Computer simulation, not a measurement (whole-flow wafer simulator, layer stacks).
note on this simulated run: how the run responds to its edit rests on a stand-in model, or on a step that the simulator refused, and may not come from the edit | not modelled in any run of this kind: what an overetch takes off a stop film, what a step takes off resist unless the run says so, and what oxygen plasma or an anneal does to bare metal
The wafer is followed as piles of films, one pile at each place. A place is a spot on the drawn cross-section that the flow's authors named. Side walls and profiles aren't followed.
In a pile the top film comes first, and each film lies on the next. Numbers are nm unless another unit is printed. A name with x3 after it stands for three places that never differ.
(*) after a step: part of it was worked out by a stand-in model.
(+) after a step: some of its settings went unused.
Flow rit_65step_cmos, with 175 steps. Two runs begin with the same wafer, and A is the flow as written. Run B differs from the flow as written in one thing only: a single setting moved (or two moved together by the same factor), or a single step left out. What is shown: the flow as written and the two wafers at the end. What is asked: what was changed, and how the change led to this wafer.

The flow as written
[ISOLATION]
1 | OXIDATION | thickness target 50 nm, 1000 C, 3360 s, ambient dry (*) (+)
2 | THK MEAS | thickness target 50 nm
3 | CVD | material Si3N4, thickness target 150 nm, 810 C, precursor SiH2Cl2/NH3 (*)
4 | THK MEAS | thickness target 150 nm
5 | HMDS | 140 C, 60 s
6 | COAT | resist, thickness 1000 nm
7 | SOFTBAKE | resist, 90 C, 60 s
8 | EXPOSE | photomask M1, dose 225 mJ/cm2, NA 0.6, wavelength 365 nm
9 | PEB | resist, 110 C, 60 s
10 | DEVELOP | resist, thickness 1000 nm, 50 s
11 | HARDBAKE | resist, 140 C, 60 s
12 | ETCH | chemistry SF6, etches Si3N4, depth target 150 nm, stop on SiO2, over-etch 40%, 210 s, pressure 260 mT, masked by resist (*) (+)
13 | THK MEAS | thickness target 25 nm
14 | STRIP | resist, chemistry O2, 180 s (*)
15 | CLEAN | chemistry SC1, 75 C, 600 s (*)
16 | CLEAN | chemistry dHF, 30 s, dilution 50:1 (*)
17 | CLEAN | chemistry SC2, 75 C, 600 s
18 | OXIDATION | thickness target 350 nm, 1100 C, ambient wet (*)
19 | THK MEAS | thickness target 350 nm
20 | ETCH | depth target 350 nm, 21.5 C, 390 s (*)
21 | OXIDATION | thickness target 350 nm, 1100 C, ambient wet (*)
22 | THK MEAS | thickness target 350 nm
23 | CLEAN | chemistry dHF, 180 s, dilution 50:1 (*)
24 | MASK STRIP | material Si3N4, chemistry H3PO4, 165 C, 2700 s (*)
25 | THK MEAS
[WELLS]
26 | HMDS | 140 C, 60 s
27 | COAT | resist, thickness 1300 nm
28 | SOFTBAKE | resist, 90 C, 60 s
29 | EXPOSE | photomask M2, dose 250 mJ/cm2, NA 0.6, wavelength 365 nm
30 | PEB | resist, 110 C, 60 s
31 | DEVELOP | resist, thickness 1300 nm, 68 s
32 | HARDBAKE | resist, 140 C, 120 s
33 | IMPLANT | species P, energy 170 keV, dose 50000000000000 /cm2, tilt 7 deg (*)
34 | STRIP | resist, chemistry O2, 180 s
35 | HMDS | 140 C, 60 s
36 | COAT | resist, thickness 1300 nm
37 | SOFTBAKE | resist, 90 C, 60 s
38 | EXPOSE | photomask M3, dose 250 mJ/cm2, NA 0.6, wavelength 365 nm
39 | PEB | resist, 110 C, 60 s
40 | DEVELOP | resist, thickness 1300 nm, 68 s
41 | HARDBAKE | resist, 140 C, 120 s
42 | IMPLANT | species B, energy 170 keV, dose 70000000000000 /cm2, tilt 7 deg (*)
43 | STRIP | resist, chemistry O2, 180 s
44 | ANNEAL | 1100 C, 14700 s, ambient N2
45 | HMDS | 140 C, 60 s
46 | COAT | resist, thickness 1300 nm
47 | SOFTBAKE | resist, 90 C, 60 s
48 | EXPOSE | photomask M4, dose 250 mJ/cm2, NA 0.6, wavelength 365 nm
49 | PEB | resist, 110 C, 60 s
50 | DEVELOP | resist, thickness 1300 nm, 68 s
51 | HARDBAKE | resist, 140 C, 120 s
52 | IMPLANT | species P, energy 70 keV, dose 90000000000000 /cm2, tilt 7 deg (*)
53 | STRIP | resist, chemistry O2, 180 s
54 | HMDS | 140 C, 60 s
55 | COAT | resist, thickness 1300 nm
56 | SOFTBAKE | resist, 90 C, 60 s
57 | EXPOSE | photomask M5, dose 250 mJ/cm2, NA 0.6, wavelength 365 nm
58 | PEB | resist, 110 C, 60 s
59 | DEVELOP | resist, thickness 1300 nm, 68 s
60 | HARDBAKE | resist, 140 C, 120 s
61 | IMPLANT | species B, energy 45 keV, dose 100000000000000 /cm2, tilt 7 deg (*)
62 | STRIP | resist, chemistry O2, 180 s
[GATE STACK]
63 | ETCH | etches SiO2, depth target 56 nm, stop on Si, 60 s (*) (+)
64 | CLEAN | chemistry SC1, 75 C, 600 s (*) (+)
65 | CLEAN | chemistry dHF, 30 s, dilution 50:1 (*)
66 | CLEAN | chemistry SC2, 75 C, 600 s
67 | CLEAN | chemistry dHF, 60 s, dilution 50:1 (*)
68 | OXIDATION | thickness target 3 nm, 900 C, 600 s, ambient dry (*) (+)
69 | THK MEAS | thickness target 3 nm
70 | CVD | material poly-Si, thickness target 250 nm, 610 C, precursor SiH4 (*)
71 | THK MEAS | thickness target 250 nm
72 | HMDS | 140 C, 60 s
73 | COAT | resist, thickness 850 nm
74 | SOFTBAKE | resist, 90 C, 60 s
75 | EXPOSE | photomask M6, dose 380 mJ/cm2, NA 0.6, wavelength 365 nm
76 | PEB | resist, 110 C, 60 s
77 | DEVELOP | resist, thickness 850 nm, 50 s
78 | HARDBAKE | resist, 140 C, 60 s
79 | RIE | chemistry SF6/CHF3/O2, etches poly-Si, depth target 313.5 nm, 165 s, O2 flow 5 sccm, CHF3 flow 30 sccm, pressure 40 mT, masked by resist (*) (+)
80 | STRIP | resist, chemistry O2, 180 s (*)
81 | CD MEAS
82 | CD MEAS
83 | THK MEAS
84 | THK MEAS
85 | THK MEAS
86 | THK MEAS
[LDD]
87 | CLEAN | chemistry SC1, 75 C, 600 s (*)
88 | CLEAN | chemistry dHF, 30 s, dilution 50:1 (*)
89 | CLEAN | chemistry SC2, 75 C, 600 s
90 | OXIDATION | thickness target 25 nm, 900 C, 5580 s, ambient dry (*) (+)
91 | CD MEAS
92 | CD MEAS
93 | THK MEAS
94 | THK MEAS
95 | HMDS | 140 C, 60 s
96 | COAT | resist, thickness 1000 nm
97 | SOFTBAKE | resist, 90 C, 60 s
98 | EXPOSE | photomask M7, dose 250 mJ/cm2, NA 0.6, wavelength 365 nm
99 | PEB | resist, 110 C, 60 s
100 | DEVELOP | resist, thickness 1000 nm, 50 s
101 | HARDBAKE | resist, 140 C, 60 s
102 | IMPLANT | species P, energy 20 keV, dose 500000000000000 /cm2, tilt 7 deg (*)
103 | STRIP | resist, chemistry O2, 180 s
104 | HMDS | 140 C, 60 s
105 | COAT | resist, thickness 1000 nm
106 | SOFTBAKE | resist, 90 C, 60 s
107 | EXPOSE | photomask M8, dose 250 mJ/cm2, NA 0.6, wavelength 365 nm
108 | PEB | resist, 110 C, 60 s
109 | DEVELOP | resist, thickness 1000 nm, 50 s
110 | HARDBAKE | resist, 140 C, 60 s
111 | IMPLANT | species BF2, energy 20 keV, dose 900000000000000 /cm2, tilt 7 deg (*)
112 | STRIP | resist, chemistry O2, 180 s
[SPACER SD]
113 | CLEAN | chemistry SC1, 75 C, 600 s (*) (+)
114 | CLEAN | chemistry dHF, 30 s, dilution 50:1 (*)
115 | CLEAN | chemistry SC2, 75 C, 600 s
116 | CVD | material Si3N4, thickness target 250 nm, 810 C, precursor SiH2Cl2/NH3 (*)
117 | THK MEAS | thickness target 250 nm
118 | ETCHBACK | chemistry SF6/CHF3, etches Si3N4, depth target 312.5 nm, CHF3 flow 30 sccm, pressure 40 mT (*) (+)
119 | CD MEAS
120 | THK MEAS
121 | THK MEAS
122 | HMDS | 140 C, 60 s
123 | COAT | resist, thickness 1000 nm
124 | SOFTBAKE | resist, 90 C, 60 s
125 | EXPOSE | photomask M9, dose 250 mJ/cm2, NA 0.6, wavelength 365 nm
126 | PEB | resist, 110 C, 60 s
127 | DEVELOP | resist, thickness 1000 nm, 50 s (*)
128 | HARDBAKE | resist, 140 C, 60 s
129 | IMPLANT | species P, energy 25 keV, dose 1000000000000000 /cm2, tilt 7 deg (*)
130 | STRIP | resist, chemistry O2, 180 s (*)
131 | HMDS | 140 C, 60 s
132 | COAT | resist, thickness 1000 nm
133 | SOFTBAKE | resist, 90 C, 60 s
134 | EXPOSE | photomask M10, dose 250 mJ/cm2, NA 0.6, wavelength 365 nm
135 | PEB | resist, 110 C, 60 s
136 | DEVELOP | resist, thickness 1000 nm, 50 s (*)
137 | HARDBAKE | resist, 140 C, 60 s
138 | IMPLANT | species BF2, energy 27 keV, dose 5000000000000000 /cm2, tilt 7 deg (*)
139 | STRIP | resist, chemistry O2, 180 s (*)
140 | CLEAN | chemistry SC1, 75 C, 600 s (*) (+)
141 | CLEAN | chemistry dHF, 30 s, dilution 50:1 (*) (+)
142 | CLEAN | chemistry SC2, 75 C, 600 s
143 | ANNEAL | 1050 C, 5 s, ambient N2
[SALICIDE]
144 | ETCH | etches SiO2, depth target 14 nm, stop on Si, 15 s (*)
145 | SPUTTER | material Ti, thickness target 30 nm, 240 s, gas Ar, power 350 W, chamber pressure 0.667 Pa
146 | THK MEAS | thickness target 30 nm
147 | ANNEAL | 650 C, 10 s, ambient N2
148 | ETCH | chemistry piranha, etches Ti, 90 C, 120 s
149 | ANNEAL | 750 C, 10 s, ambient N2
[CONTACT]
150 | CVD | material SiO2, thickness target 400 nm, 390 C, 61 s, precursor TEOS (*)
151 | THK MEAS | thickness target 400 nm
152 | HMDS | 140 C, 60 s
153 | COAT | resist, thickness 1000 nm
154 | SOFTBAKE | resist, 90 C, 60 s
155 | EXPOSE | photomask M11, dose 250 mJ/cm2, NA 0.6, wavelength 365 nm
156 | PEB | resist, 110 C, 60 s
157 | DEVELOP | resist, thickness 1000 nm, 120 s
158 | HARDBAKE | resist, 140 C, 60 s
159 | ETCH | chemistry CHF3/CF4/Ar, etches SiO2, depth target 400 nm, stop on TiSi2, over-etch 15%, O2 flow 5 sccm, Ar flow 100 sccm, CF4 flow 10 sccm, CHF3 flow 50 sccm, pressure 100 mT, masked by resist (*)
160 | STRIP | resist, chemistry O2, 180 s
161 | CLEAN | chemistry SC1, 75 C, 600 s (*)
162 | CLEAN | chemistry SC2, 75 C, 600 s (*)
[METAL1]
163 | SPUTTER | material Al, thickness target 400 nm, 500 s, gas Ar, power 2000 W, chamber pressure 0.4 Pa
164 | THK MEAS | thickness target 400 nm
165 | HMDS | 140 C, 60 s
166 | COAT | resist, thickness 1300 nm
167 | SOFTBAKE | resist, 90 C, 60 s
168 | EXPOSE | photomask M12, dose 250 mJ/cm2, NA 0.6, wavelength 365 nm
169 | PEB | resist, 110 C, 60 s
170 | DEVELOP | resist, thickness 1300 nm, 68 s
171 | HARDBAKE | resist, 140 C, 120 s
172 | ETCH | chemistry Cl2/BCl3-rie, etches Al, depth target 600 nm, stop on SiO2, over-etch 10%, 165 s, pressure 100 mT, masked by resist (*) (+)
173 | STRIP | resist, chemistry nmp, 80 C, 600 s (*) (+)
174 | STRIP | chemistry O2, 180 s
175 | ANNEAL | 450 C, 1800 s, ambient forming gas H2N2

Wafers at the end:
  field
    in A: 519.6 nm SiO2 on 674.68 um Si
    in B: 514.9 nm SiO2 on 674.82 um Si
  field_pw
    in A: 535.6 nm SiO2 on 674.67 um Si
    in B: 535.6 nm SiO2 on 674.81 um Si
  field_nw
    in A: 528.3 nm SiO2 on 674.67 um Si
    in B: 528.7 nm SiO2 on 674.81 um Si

Cause: step 18, OXIDATION: thickness target 350 nm, 1100 C, ambient wet (*), was not run.

Step by step, how the change led to this:
  20 | ETCH | depth target 350 nm, 21.5 C, 390 s (*)
      active_n, active_p, gate_n and 7 more: A -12 SiO2 (all of it), -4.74 Si3N4 | B -5.02 Si3N4
      field, field_p: A -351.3 SiO2 (all of it), -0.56 Si | B -23.2 SiO2 (all of it), -6.82 Si
      (and at 2 other places as well)
  24 | MASK STRIP | material Si3N4, chemistry H3PO4, 165 C, 2700 s (*)
      active_n, active_p, gate_n and 7 more: A -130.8 Si3N4 (all of it), -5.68 SiO2 | B -137.1 Si3N4 (all of it), -5.44 SiO2
  27 | COAT | resist, thickness 1300 nm
      field_pw, field_nw: A +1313 resist (new film) | B +1237.3 resist (new film)
      field: A +1315.7 resist (new film) | B +1217.3 resist (new film)
      (and at 1 other place as well)
  30 | PEB | resist, 110 C, 60 s
      field, field_p: A -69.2 resist | B -63.8 resist
      field_pw, field_nw: A -69.1 resist | B -65.1 resist
  31 | DEVELOP | resist, thickness 1300 nm, 68 s
      field_nw: A -1243.9 resist (all of it) | B -1172.2 resist (all of it)
      field_p: A -1246.4 resist (all of it) | B -1153.7 resist (all of it)
  32 | HARDBAKE | resist, 140 C, 120 s
      field: A -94 resist | B -86 resist
      field_pw: A -93.8 resist | B -88.4 resist
  34 | STRIP | resist, chemistry O2, 180 s
      field: A -1152.5 resist (all of it) | B -1067.4 resist (all of it)
      field_pw: A -1150.2 resist (all of it) | B -1083.8 resist (all of it)
  36 | COAT | resist, thickness 1300 nm
      field_pw, field_nw: A +1313 resist (new film) | B +1237.3 resist (new film)
      field: A +1315.7 resist (new film) | B +1217.3 resist (new film)
      (and at 1 other place as well)
  39 | PEB | resist, 110 C, 60 s
      field, field_p: A -69.2 resist | B -63.8 resist
      field_pw, field_nw: A -69.1 resist | B -65.1 resist
  40 | DEVELOP | resist, thickness 1300 nm, 68 s
      field: A -1246.5 resist (all of it) | B -1153.5 resist (all of it)
      field_pw: A -1243.9 resist (all of it) | B -1172.2 resist (all of it)
  41 | HARDBAKE | resist, 140 C, 120 s
      field_nw: A -93.8 resist | B -88.4 resist
      field_p: A -94 resist | B -86 resist
  43 | STRIP | resist, chemistry O2, 180 s
      field_nw: A -1150.2 resist (all of it) | B -1083.8 resist (all of it)
      field_p: A -1152.5 resist (all of it) | B -1067.7 resist (all of it)
  46 | COAT | resist, thickness 1300 nm
      field_pw, field_nw: A +1313 resist (new film) | B +1237.3 resist (new film)
      field: A +1315.7 resist (new film) | B +1217.3 resist (new film)
      (and at 1 other place as well)
  49 | PEB | resist, 110 C, 60 s
      field, field_p: A -69.2 resist | B -63.8 resist
      field_pw, field_nw: A -69.1 resist | B -65.1 resist
  50 | DEVELOP | resist, thickness 1300 nm, 68 s
      field_nw: A -1243.9 resist (all of it) | B -1172.2 resist (all of it)
      field_p: A -1246.4 resist (all of it) | B -1153.7 resist (all of it)
  51 | HARDBAKE | resist, 140 C, 120 s
      field: A -94 resist | B -86 resist
      field_pw: A -93.8 resist | B -88.4 resist
  ... 35 other steps ...
  170 | DEVELOP | resist, thickness 1300 nm, 68 s
      field: A -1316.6 resist (all of it) | B -1217.3 resist (all of it)
      field_pw: A -1285.5 resist (all of it) | B -1211.3 resist (all of it)
      (and at 2 other places as well)
